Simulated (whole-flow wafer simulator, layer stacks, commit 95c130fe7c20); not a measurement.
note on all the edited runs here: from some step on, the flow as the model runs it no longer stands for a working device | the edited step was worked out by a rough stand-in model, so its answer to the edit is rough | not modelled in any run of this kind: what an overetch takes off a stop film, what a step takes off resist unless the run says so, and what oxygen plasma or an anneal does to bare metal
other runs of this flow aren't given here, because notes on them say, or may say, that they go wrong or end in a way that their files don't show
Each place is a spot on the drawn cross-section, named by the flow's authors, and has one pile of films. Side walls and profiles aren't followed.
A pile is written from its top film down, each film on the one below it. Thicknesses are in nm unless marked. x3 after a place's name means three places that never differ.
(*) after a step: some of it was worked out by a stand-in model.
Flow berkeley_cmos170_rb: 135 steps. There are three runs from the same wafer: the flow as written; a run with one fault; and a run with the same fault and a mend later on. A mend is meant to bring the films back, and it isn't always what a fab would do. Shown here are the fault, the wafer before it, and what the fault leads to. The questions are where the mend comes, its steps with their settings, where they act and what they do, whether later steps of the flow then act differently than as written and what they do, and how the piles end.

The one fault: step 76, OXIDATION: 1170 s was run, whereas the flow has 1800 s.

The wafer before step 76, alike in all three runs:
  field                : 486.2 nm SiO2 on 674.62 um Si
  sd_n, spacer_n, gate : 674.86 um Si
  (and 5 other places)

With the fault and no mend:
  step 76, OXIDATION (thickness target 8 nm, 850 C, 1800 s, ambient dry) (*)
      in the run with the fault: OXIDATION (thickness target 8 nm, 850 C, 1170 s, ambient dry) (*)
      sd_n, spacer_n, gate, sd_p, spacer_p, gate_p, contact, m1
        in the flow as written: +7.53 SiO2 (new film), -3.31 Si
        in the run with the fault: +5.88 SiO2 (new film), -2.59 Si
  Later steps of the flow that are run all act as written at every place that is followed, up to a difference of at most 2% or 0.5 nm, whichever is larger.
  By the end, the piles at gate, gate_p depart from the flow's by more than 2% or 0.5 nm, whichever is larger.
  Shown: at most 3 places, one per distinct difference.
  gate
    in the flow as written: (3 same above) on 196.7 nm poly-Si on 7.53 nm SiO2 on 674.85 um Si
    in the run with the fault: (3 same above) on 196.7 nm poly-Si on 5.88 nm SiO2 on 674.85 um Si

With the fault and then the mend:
  The mend stands after step 76.
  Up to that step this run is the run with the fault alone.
  step 76a, OXIDATION (thickness target 8 nm, 850 C, 630 s, ambient dry) (*) (the flow's step 76, run once more with other settings)
      sd_n, spacer_n, gate, sd_p, spacer_p, gate_p, contact, m1
        +1.65 SiO2, -0.72 Si
      field
        +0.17 SiO2, -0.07 Si
  Later steps of the flow that are run all act as written at every place that is followed.
  By the end, the piles equal the flow's at every place that both follow.
